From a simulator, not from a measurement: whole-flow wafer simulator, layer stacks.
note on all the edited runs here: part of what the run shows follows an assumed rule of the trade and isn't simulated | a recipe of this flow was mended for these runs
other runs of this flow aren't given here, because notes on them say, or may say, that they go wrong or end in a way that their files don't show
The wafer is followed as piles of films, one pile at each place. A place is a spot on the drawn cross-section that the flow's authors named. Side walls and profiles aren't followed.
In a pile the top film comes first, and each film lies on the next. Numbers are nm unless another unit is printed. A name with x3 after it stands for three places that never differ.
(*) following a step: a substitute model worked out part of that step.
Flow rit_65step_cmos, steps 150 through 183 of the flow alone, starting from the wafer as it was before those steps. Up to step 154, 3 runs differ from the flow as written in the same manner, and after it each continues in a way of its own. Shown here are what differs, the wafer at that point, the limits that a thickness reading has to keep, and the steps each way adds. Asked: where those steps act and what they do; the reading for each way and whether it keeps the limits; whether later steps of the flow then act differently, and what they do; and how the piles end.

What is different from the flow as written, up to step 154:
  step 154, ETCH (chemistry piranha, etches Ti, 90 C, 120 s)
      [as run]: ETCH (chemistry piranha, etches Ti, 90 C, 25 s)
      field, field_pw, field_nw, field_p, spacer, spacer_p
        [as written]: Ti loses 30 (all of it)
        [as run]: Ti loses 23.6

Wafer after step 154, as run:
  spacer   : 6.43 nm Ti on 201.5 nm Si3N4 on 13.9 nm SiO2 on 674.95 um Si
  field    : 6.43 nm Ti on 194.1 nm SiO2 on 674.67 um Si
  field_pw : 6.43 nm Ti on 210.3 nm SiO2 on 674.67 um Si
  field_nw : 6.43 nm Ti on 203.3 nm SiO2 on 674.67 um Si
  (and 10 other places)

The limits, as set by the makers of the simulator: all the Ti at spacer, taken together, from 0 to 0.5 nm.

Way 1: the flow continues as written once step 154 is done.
  The reading taken after step 154 is 6.43 nm, which is outside the limits.
  Later steps of the flow acting differently than as written (11 other steps are not shown; they differ only slightly, by no more than 2% or 0.5 nm, whichever is larger):
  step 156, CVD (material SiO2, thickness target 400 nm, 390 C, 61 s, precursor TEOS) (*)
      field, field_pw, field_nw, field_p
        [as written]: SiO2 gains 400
        [this way]: SiO2 gains 400 (new film)
  The piles end different from the flow's at field, field_pw, field_nw, field_p, spacer, spacer_p by more than 2% or 0.5 nm, whichever is larger.
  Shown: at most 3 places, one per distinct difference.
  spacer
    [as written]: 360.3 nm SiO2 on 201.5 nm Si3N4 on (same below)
    [this way]: 360.3 nm SiO2 on 6.43 nm Ti on 201.5 nm Si3N4 on (same below)
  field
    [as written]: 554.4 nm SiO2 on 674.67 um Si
    [this way]: 360.3 nm SiO2 on 6.43 nm Ti on 194.1 nm SiO2 on 674.67 um Si
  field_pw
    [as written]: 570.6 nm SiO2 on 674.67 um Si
    [this way]: 360.3 nm SiO2 on 6.43 nm Ti on 210.3 nm SiO2 on 674.67 um Si

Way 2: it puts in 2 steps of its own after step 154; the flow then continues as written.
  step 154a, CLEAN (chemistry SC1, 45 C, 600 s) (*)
      active_n, active_p, gate_n, gate_p, sd_n, sd_p, contact, m1
        TiSi first loses 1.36
      field, field_nw, field_p
        Ti loses 6.43 (all of it), SiO2 loses 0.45
      spacer, spacer_p
        Ti loses 6.43 (all of it), Si3N4 loses 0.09
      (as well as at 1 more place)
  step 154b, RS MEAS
      leaves every film unchanged at each place that is followed
  The reading taken after step 154b is 0 nm, which is within the limits.
  Later steps of the flow acting differently than as written (9 other steps are not shown; they differ only slightly, by no more than 2% or 0.5 nm, whichever is larger):
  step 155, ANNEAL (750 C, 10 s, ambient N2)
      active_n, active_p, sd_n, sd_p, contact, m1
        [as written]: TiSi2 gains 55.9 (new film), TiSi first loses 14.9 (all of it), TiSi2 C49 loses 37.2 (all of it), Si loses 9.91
        [this way]: TiSi2 gains 54.1 (new film), TiSi first loses 13.6 (all of it), TiSi2 C49 loses 37.2 (all of it), Si loses 9.07
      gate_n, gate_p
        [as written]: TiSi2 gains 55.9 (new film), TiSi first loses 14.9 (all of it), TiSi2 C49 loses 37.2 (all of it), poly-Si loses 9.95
        [this way]: TiSi2 gains 54.1 (new film), TiSi first loses 13.6 (all of it), TiSi2 C49 loses 37.2 (all of it), poly-Si loses 9.1
  The piles end different from the flow's at active_n, active_p, gate_n, gate_p, sd_n, sd_p, contact, m1 by more than 2% or 0.5 nm, whichever is larger.
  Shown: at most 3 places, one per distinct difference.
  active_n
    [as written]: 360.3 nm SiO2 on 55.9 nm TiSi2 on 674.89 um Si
    [this way]: 360.3 nm SiO2 on 54.1 nm TiSi2 on 674.89 um Si
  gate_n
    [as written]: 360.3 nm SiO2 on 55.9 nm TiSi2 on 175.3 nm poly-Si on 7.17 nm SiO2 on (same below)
    [this way]: 360.3 nm SiO2 on 54.1 nm TiSi2 on 176.1 nm poly-Si on 7.17 nm SiO2 on (same below)
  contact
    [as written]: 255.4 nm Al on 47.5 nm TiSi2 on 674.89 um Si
    [this way]: 255.4 nm Al on 45.7 nm TiSi2 on 674.89 um Si

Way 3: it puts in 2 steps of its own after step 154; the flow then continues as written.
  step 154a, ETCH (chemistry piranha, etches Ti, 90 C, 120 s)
      active_n, active_p, gate_n, gate_p, sd_n, sd_p, contact, m1
        TiSi first loses 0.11
      field, field_pw, field_nw, field_p, spacer, spacer_p
        Ti loses 6.43 (all of it)
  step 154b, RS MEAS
      leaves every film unchanged at each place that is followed
  The reading taken after step 154b is 0 nm, which is within the limits.
  Later steps of the flow that are run all act as written at every place that is followed, up to a difference of at most 2% or 0.5 nm, whichever is larger.
  At every place that both follow, the piles at the end match the flow's.

Keeping within the limits: way 2, way 3. Outside them: way 1.
